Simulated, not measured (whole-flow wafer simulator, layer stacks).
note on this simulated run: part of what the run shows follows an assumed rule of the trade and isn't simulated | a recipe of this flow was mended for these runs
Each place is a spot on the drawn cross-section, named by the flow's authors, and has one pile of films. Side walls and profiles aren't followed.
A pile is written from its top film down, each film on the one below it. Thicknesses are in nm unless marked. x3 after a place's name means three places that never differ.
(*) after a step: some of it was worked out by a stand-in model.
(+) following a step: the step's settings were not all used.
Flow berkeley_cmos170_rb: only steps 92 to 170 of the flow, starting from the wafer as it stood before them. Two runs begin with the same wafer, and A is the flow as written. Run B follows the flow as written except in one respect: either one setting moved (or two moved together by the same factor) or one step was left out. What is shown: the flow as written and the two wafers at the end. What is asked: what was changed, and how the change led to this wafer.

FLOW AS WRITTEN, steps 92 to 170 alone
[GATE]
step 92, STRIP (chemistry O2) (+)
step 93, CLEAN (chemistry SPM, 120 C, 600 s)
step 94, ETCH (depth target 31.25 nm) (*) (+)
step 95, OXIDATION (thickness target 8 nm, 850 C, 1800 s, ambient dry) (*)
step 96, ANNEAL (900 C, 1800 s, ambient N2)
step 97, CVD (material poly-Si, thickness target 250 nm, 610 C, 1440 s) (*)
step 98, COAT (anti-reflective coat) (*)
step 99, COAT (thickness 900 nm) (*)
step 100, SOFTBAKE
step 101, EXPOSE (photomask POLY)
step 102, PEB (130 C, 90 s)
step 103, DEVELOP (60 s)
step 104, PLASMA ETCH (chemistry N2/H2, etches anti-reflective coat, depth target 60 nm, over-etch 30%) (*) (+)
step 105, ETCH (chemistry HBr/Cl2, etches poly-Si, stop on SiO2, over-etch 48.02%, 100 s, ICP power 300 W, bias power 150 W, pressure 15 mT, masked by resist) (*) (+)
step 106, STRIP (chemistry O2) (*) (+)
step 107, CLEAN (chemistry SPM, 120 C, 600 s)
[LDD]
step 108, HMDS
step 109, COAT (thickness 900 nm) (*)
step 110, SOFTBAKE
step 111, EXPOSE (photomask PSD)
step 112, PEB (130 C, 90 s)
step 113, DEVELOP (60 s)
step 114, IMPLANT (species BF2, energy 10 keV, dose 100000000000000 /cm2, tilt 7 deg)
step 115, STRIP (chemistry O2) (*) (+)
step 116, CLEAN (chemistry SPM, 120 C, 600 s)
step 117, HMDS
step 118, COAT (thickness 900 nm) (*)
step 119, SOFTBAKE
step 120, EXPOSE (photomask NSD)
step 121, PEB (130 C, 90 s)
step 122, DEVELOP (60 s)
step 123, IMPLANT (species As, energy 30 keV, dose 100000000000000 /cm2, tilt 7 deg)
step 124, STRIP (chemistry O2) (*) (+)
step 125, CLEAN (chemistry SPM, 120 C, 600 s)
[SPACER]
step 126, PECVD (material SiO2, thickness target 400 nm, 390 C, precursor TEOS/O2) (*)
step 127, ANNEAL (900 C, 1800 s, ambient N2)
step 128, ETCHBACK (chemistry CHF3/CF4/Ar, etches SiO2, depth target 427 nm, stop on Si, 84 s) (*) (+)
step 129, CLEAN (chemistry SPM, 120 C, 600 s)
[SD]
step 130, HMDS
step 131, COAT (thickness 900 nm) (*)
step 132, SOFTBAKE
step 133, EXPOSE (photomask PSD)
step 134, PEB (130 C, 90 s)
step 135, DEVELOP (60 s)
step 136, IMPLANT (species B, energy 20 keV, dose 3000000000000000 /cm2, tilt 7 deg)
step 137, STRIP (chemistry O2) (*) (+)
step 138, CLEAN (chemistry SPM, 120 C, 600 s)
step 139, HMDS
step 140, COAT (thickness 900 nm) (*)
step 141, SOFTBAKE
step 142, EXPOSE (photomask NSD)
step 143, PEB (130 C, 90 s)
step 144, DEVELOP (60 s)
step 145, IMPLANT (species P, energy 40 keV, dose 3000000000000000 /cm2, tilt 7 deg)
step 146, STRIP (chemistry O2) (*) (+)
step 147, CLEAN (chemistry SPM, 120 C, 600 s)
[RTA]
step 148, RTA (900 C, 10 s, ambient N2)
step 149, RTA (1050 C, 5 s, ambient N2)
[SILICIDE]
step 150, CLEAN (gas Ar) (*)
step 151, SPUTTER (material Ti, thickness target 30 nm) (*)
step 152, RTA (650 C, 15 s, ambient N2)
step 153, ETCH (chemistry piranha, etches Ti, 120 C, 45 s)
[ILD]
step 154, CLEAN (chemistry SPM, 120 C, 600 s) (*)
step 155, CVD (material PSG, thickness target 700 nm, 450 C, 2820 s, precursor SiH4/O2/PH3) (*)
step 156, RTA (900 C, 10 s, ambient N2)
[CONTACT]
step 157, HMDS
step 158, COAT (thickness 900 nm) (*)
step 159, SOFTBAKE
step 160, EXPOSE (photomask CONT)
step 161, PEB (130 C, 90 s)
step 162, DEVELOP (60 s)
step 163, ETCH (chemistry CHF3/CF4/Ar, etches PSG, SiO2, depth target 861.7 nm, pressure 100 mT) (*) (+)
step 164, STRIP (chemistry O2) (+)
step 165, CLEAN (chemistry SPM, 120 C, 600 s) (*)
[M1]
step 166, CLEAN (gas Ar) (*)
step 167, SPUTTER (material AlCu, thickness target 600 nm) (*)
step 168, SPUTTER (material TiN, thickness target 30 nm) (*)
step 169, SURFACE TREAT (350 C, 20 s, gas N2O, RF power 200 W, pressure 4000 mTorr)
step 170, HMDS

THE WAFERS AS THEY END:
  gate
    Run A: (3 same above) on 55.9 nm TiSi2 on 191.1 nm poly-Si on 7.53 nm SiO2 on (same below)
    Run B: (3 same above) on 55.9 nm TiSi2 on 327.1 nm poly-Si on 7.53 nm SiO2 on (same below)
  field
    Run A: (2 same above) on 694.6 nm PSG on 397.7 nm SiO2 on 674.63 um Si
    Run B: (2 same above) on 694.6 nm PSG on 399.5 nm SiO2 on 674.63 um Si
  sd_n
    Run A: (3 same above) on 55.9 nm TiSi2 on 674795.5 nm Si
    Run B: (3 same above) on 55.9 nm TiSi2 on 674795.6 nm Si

Cause: step 97, CVD: thickness target 386 nm was run, whereas the flow has thickness target 250 nm; step 97, CVD: 2223 s was run, where the flow has 1440 s.

The path from the change to this, step by step:
  step 97, CVD (material poly-Si, thickness target 250 nm, 610 C, 1440 s) (*)
      field, sd_n, spacer_n and 6 more: A +250 poly-Si (new film) | B +386 poly-Si (new film)
  step 98, COAT (anti-reflective coat) (*)
      sd_n: A +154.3 anti-reflective coat (new film) | B +160.3 anti-reflective coat (new film)
      contact: A +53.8 anti-reflective coat (new film) | B +56.8 anti-reflective coat (new film)
  step 104, PLASMA ETCH (chemistry N2/H2, etches anti-reflective coat, depth target 60 nm, over-etch 30%) (*) (+)
      gate, gate_p: A -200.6 KrF-resist | B -208.4 KrF-resist
      sd_n: A -154.3 anti-reflective coat (all of it), -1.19 poly-Si | B -160.3 anti-reflective coat (all of it), -1.23 poly-Si
      (also at 1 further place)
  step 105, ETCH (chemistry HBr/Cl2, etches poly-Si, stop on SiO2, over-etch 48.02%, 100 s, ICP power 300 W, bias power 150 W, pressure 15 mT, masked by resist) (*) (+)
      field: A -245 poly-Si (all of it), -1.8 SiO2 | B -380.8 poly-Si (all of it)
      sd_n: A -248.8 poly-Si (all of it), -1.51 SiO2 | B -384.8 poly-Si (all of it)
      (also at 5 further places)
  step 109, COAT (thickness 900 nm) (*)
      gate: A +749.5 KrF-resist (new film) | B +635 KrF-resist (new film)
      gate_p: A +745.7 KrF-resist (new film) | B +631.2 KrF-resist (new film)
  step 113, DEVELOP (60 s)
      gate_p: A -744.1 KrF-resist (all of it) | B -629.9 KrF-resist (all of it)
  step 115, STRIP (chemistry O2) (*) (+)
      gate: A -733 KrF-resist (all of it), +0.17 chemical SiO2 | B -618.7 KrF-resist (all of it), +0.17 chemical SiO2
  step 118, COAT (thickness 900 nm) (*)
      gate: A +748.7 KrF-resist (new film) | B +635 KrF-resist (new film)
      gate_p: A +744.7 KrF-resist (new film) | B +631.1 KrF-resist (new film)
  step 122, DEVELOP (60 s)
      gate: A -747.1 KrF-resist (all of it) | B -633.6 KrF-resist (all of it)
  step 124, STRIP (chemistry O2) (*) (+)
      gate_p: A -728.2 KrF-resist (all of it), +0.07 chemical SiO2 | B -614.9 KrF-resist (all of it), +0.07 chemical SiO2
  step 128, ETCHBACK (chemistry CHF3/CF4/Ar, etches SiO2, depth target 427 nm, stop on Si, 84 s) (*) (+)
      spacer_n, spacer_p: A -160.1 SiO2 | B nothing
  step 131, COAT (thickness 900 nm) (*)
      spacer_n: A +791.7 KrF-resist (new film) | B +672.8 KrF-resist (new film)
      gate: A +770.7 KrF-resist (new film) | B +679.1 KrF-resist (new film)
      (also at 3 further places)
  step 135, DEVELOP (60 s)
      spacer_p: A -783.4 KrF-resist (all of it) | B -665.4 KrF-resist (all of it)
      gate_p: A -762.3 KrF-resist (all of it) | B -671.3 KrF-resist (all of it)
  step 137, STRIP (chemistry O2) (*) (+)
      spacer_n: A -775.1 KrF-resist (all of it) | B -656.5 KrF-resist (all of it)
      gate: A -754.1 KrF-resist (all of it), +0.17 chemical SiO2, -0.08 poly-Si | B -662.7 KrF-resist (all of it), +0.17 chemical SiO2, -0.08 poly-Si
  step 140, COAT (thickness 900 nm) (*)
      spacer_n: A +791.4 KrF-resist (new film) | B +672.9 KrF-resist (new film)
      gate: A +770.4 KrF-resist (new film) | B +679 KrF-resist (new film)
      (also at 3 further places)
  step 144, DEVELOP (60 s)
      spacer_n: A -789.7 KrF-resist (all of it) | B -671.5 KrF-resist (all of it)
      gate: A -768.7 KrF-resist (all of it) | B -677.6 KrF-resist (all of it)
  ... 2 further steps ...
  step 164, STRIP (chemistry O2) (+)
      field: A -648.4 KrF-resist (all of it) | B -667.9 KrF-resist (all of it)
      spacer_n: A -598.3 KrF-resist (all of it) | B -513.7 KrF-resist (all of it)
      (also at 4 further places)
